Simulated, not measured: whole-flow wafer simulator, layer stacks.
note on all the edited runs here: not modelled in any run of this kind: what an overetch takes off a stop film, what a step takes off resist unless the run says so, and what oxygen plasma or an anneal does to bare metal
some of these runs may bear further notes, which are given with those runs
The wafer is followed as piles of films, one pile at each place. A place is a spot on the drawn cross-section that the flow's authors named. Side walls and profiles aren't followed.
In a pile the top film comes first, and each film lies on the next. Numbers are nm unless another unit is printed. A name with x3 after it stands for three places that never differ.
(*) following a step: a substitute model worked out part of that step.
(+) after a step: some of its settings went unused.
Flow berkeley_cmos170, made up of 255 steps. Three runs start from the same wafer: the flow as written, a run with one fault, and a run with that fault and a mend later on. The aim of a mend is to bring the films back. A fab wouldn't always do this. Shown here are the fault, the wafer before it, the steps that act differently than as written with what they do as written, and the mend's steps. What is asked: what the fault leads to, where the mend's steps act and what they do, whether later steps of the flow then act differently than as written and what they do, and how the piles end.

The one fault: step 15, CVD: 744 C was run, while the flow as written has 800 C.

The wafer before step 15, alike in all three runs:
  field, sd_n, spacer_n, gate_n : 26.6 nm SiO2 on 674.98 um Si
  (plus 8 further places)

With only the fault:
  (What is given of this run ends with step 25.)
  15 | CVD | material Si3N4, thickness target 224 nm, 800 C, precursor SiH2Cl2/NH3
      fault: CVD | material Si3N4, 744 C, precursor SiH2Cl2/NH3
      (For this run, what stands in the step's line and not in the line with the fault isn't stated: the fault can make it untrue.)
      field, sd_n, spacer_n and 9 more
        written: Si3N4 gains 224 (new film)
        fault: Si3N4 gains 104 (new film)
  Steps further on in the flow that do not act as written:
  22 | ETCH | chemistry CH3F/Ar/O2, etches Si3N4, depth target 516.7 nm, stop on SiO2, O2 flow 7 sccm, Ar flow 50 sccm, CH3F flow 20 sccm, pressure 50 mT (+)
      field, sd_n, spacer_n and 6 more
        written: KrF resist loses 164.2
        fault: KrF resist loses 84.2
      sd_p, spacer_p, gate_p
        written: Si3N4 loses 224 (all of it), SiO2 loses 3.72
        fault: Si3N4 loses 104 (all of it), SiO2 loses 3.72
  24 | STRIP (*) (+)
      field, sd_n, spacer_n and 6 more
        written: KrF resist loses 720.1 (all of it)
        fault: KrF resist loses 800.2 (all of it)
  The piles after step 25 differ from the flow's at field, sd_n, spacer_n and 6 more by more than 2% or 0.5 nm, whichever is larger.
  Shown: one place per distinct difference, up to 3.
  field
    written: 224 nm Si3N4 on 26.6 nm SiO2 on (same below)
    fault: 104 nm Si3N4 on 26.6 nm SiO2 on (same below)

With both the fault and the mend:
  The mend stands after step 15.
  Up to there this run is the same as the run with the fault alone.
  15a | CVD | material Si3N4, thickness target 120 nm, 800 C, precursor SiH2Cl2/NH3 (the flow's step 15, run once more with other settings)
      field, sd_n, spacer_n and 9 more
        Si3N4 gains 120
  Later steps of the flow that are run all act as written at every place that is followed, up to a difference of at most 2% or 0.5 nm, whichever is larger.
  At every place that both follow, the piles at the end match the flow's.
